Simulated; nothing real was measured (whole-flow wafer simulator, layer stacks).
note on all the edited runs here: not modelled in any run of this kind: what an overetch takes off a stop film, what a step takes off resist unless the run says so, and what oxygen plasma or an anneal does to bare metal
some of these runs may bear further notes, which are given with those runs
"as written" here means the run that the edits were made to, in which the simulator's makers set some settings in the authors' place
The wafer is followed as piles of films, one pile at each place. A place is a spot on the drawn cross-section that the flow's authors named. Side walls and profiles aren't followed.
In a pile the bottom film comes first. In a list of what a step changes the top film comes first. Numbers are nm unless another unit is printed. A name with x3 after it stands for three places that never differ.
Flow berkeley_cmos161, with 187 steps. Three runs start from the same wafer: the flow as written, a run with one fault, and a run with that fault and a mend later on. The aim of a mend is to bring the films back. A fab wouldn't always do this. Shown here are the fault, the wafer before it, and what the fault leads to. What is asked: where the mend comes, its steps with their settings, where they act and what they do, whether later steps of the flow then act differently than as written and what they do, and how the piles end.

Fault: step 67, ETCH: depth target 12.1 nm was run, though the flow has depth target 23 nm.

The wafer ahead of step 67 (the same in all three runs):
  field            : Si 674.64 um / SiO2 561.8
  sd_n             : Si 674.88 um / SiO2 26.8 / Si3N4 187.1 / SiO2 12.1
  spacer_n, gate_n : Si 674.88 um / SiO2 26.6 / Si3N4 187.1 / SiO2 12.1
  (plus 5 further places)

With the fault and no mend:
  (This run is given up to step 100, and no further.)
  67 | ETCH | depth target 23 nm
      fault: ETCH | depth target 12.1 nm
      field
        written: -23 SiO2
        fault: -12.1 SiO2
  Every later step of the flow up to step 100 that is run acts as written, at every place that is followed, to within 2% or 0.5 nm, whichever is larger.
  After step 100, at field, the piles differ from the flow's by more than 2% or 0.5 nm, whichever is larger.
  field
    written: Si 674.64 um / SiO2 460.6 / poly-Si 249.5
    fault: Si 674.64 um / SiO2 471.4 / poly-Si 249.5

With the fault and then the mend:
  The mend stands after step 67.
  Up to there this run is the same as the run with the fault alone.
  67a | ETCH | depth target 10.9 nm (the flow's step 67, run once more with other settings)
      field
        -10.9 SiO2
  Every later step of the flow that is run acts as written at every place that is followed.
  The piles end the same as the flow's at every place that both follow.
